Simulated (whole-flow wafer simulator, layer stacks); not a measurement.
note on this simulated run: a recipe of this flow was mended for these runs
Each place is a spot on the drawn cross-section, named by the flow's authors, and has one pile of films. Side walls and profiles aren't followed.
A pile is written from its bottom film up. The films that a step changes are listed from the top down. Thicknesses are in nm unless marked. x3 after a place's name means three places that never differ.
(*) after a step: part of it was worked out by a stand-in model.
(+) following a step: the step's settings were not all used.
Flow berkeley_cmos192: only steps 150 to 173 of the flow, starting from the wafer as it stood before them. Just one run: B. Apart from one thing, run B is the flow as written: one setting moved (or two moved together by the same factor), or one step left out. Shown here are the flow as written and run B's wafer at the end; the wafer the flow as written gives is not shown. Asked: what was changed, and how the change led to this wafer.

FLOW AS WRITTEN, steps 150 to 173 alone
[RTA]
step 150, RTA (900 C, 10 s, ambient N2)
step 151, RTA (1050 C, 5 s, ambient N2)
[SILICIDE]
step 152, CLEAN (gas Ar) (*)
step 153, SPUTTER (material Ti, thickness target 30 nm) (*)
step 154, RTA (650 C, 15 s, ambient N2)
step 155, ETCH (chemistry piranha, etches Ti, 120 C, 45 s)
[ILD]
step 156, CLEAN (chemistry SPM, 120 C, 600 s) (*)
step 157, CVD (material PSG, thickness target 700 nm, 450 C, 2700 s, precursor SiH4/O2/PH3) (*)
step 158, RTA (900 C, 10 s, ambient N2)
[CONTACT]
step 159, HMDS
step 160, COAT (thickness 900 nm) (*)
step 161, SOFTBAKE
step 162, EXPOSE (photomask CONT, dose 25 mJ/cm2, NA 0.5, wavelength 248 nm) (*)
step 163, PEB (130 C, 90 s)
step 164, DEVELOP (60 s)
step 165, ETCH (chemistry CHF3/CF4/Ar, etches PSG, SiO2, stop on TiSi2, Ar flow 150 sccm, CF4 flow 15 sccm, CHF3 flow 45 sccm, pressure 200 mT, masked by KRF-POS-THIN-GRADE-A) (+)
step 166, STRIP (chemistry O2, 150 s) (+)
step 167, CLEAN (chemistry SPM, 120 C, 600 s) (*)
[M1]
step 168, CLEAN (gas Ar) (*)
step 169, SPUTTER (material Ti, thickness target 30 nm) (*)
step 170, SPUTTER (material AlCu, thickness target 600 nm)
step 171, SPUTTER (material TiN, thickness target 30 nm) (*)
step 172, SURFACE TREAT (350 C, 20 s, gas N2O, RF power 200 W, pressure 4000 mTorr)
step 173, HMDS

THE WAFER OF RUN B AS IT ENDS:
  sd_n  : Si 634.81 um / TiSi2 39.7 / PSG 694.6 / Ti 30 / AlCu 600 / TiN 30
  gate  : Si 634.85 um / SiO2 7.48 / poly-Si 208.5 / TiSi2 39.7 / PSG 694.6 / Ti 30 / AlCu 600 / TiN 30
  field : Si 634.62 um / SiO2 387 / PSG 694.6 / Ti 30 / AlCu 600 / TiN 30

Cause: step 152, CLEAN: gas Ar (*), was omitted.

The path from the change to this, step by step:
  step 154, RTA (650 C, 15 s, ambient N2)
      sd_n, contact, m1: Ti loses 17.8, TiSi first gains 17.8 (new film), TiSi2 C49 gains 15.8 (new film), chemical SiO2 loses 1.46 (all of it), Si loses 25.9 (in the flow as written it would be: Ti loses 23.4, TiSi first gains 6.2 (new film), TiSi2 C49 gains 50.3 (new film), Si loses 49)
      gate, gate_p: Ti loses 17.8, TiSi first gains 17.8 (new film), TiSi2 C49 gains 15.8 (new film), chemical SiO2 loses 1.46 (all of it), poly-Si loses 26 (in the flow as written it would be: Ti loses 23.4, TiSi first gains 6.2 (new film), TiSi2 C49 gains 50.3 (new film), poly-Si loses 49.2)
      (and at 1 other place as well)
  step 155, ETCH (chemistry piranha, etches Ti, 120 C, 45 s)
      sd_n, gate, gate_p, contact, m1: Ti loses 12.2 (all of it), TiSi first loses 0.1 (in the flow as written it would be: Ti loses 6.6 (all of it), TiSi first loses 0.1)
      sd_p: Ti loses 10.4 (all of it), TiSi first loses 0.1 (in the flow as written it would be: Ti loses 6.21 (all of it), TiSi first loses 0.1)
  step 158, RTA (900 C, 10 s, ambient N2)
      sd_n, contact, m1: under 1 film: TiSi2 gains 39.7 (new film), TiSi first loses 17.7 (all of it), TiSi2 C49 loses 15.8 (all of it), Si loses 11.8 (in the flow as written it would be: under 1 film: TiSi2 gains 55.9 (new film), TiSi first loses 6.09 (all of it), TiSi2 C49 loses 50.3 (all of it), Si loses 4.05)
      gate, gate_p: under 1 film: TiSi2 gains 39.7 (new film), TiSi first loses 17.7 (all of it), TiSi2 C49 loses 15.8 (all of it), poly-Si loses 11.8 (in the flow as written it would be: under 1 film: TiSi2 gains 55.9 (new film), TiSi first loses 6.09 (all of it), TiSi2 C49 loses 50.3 (all of it), poly-Si loses 4.06)
      (and at 1 other place as well)
